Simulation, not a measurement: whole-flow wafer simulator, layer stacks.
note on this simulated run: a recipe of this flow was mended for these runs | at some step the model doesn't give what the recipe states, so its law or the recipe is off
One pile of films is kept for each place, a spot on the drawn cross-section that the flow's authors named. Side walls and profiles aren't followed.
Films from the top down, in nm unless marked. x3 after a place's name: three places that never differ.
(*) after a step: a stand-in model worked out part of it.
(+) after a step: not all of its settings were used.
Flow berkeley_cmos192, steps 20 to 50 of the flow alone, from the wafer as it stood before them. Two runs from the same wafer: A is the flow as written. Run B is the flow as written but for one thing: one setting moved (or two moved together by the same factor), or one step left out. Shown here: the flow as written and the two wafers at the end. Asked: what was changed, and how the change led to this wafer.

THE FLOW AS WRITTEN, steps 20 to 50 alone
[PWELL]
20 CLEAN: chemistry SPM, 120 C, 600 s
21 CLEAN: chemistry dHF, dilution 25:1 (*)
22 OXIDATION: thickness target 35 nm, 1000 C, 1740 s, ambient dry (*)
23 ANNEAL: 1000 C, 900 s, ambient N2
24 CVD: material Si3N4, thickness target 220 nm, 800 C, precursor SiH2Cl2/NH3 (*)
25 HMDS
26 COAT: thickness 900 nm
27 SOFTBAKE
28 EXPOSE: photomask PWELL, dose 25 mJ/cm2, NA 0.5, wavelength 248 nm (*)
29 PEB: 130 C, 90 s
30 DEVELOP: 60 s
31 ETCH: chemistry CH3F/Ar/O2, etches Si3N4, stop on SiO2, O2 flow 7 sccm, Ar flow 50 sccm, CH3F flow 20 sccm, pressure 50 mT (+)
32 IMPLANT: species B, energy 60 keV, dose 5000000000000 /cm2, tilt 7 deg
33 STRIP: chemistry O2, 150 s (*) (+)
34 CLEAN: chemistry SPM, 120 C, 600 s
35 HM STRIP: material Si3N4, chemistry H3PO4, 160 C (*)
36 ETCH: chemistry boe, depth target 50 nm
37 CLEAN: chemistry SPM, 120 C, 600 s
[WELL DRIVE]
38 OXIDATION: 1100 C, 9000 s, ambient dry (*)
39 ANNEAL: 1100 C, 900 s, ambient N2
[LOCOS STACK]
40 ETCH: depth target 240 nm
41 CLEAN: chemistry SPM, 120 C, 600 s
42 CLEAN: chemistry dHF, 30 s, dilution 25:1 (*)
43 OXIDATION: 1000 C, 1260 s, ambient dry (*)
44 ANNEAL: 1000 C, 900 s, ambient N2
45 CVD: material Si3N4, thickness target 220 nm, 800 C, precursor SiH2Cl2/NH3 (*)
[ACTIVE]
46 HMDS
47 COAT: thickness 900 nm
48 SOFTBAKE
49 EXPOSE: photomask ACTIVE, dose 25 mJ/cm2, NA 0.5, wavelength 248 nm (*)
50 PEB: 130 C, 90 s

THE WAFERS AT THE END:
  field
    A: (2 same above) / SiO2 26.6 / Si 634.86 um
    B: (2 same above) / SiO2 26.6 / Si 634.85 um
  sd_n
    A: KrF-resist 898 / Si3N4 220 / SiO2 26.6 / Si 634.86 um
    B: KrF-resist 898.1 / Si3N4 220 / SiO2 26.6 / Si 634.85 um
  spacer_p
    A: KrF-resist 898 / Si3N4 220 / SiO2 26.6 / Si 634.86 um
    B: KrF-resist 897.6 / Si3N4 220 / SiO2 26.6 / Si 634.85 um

The cause: step 22, OXIDATION: thickness target 105 nm was run, where the flow has thickness target 35 nm; step 22, OXIDATION: 5220 s was run, where the flow has 1740 s.

How the change led to this, step by step:
  22 OXIDATION: thickness target 35 nm, 1000 C, 1740 s, ambient dry (*)
      field, sd_n, spacer_n and 6 more: A SiO2 +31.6 (new film), Si -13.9 | B SiO2 +62.4 (new film), Si -27.4
  36 ETCH: chemistry boe, depth target 50 nm
      sd_p, spacer_p, gate_p: A SiO2 -21.9 (all of it) | B SiO2 -50
      field, sd_n, spacer_n, gate, contact, m1: A SiO2 -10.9 (all of it) | B SiO2 -41.6 (all of it)
  37 CLEAN: chemistry SPM, 120 C, 600 s
      sd_p, spacer_p, gate_p: A chemical SiO2 +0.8 (new film), Si -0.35 | B nothing
  38 OXIDATION: 1100 C, 9000 s, ambient dry (*)
      sd_p, spacer_p, gate_p: A SiO2 +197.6 (new film), chemical SiO2 -0.8 (all of it), Si -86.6 | B SiO2 +195.3, Si -85.9
